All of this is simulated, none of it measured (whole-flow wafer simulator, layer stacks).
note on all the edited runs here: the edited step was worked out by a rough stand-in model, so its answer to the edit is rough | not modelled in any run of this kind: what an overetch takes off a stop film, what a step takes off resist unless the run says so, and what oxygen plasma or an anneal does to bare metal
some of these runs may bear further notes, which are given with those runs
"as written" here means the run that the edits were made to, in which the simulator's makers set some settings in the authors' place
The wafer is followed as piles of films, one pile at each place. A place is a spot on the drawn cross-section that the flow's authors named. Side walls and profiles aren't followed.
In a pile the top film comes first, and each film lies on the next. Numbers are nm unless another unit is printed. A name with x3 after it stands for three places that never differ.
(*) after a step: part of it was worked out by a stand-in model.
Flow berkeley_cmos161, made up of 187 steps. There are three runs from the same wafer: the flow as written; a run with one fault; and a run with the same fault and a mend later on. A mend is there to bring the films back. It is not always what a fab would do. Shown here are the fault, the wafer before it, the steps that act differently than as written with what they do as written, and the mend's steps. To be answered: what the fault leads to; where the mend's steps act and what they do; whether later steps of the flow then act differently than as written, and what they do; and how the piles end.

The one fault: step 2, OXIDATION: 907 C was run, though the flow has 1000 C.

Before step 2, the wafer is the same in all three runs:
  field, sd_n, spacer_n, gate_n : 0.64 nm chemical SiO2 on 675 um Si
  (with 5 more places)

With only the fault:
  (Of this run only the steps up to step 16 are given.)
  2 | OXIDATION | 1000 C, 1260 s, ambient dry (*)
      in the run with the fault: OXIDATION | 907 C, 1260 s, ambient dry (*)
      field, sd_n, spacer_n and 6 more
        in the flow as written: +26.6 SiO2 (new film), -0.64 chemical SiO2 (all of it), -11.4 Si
        in the run with the fault: +10.9 SiO2 (new film), -0.64 chemical SiO2 (all of it), -4.51 Si
  Every later step of the flow up to step 16 that is run acts as written at every place that is followed.
  The piles after step 16 differ from the flow's at field, sd_n, spacer_n and 6 more by more than 2% or 0.5 nm, whichever is larger.
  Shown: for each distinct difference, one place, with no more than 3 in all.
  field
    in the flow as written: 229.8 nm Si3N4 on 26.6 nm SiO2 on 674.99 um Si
    in the run with the fault: 229.8 nm Si3N4 on 10.9 nm SiO2 on 675 um Si
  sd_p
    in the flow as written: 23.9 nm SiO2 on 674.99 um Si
    in the run with the fault: 8.1 nm SiO2 on 675 um Si

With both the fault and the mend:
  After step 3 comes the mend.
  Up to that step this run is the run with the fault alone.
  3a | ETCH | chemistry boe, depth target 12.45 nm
      field, sd_n, spacer_n and 6 more
        -10.9 SiO2 (all of it)
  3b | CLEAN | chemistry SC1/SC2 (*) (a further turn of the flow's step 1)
      field, sd_n, spacer_n and 6 more
        +0.6 chemical SiO2 (new film), -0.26 Si
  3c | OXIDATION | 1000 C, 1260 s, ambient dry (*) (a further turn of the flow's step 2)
      field, sd_n, spacer_n and 6 more
        +26.6 SiO2 (new film), -0.6 chemical SiO2 (all of it), -11.5 Si
  Every later step of the flow that is run acts as written at every place that is followed.
  The piles end only slightly different from the flow's at the places that both follow, by no more than 2% or 0.5 nm, whichever is larger.
